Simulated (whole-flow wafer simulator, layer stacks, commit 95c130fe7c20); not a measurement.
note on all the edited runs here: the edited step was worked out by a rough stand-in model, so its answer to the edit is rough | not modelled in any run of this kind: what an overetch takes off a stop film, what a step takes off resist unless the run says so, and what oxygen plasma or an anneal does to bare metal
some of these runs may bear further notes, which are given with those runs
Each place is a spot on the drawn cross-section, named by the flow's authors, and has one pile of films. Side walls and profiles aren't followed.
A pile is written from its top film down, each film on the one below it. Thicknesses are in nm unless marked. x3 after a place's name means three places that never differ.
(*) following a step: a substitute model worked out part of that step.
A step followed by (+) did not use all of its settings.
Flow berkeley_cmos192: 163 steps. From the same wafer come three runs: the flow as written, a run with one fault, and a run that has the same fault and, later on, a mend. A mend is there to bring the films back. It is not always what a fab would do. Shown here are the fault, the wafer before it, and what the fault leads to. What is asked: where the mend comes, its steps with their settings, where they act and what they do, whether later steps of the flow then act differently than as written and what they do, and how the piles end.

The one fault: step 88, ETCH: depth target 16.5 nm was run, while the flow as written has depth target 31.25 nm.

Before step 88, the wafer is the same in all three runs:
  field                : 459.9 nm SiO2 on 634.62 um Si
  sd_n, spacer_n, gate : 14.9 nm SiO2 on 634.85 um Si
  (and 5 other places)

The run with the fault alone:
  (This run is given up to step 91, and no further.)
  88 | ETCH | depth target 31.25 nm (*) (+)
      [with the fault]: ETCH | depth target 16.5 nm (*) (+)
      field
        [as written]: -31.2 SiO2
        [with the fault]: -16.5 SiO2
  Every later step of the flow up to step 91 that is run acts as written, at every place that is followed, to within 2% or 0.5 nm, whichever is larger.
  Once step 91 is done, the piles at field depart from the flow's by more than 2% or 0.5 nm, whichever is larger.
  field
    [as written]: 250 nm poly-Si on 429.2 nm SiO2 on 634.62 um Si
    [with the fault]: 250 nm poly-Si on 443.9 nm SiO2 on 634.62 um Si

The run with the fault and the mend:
  After step 88 comes the mend.
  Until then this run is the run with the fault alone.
  88a | ETCH | depth target 14.75 nm (*) (+) (a further turn of the flow's step 88, with different settings)
      field
        -14.8 SiO2
  Every later step of the flow that is run acts as written, at every place that is followed, to within 2% or 0.5 nm, whichever is larger.
  The piles end the same as the flow's at every place that both follow.
